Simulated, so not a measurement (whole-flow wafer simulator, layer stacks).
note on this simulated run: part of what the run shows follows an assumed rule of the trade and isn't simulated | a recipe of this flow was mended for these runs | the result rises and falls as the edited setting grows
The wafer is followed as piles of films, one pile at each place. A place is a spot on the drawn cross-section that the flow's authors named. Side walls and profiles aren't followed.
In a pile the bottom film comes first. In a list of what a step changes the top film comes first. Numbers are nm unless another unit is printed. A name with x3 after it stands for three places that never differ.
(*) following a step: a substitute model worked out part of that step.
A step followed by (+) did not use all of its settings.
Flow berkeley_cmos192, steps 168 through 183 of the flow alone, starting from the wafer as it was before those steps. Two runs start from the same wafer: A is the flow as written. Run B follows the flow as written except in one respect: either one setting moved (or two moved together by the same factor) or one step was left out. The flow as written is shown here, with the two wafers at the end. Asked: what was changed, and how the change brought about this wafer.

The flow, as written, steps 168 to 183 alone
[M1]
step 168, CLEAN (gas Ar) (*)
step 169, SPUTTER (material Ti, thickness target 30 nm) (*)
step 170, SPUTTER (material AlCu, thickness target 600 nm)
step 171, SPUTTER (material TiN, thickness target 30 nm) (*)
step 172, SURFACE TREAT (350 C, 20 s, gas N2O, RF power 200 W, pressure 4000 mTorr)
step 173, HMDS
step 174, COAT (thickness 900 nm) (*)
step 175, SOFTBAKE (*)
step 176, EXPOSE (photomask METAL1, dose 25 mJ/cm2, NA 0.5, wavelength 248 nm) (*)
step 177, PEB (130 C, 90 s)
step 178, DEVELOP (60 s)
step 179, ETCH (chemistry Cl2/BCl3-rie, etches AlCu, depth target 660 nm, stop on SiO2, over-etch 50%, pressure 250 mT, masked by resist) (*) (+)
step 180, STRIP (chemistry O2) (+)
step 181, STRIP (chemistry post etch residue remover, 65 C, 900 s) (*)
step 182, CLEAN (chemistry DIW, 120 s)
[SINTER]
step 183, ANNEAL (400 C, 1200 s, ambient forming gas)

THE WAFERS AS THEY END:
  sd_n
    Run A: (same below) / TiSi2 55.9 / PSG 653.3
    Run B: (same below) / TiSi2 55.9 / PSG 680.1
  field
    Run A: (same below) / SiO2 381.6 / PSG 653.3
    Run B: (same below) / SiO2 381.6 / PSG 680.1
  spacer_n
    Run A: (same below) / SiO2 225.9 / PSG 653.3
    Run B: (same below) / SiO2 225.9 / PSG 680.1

What caused this: step 179, ETCH: depth target 517 nm was run, though the flow has depth target 660 nm.

How this came from the change, step by step:
  step 179, ETCH (chemistry Cl2/BCl3-rie, etches AlCu, depth target 660 nm, stop on SiO2, over-etch 50%, pressure 250 mT, masked by resist) (*) (+)
      field, sd_n, spacer_n, gate, spacer_p, gate_p: A -30 TiN (all of it), -600 AlCu (all of it), -30 Ti (all of it), -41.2 PSG | B -30 TiN (all of it), -600 AlCu (all of it), -30 Ti (all of it), -14.4 PSG
      contact, m1: A -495 KrF-resist | B -455.6 KrF-resist
      (and at 1 other place as well)
  step 180, STRIP (chemistry O2) (+)
      contact: A -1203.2 KrF-resist (all of it) | B -1242.6 KrF-resist (all of it)
      m1: A -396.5 KrF-resist (all of it) | B -435.9 KrF-resist (all of it)
